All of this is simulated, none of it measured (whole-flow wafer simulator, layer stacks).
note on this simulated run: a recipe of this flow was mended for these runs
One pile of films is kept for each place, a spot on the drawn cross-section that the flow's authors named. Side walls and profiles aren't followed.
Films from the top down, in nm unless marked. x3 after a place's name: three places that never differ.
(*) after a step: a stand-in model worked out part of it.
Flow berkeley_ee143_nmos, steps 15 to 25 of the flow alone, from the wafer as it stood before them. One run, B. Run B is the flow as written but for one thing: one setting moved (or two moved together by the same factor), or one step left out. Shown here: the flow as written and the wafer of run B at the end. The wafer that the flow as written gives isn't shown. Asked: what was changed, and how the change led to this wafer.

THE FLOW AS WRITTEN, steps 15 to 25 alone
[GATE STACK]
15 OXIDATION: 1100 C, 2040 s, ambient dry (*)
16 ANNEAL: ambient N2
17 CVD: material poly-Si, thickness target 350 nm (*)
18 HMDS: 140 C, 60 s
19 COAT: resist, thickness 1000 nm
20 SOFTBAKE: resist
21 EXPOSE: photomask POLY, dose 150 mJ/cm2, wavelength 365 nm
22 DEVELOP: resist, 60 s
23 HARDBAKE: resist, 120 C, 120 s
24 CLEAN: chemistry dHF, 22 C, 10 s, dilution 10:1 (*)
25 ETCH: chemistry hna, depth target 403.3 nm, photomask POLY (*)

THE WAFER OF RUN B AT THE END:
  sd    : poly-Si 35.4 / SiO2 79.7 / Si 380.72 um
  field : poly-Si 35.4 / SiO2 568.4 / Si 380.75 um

The cause: step 25, ETCH: depth target 314.6 nm was run, where the flow has depth target 403.3 nm.

How the change led to this, step by step:
  25 ETCH: chemistry hna, depth target 403.3 nm, photomask POLY (*)
      sd, contact, field: poly-Si -314.6 (as written it would be: poly-Si -350 (all of it), SiO2 -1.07)
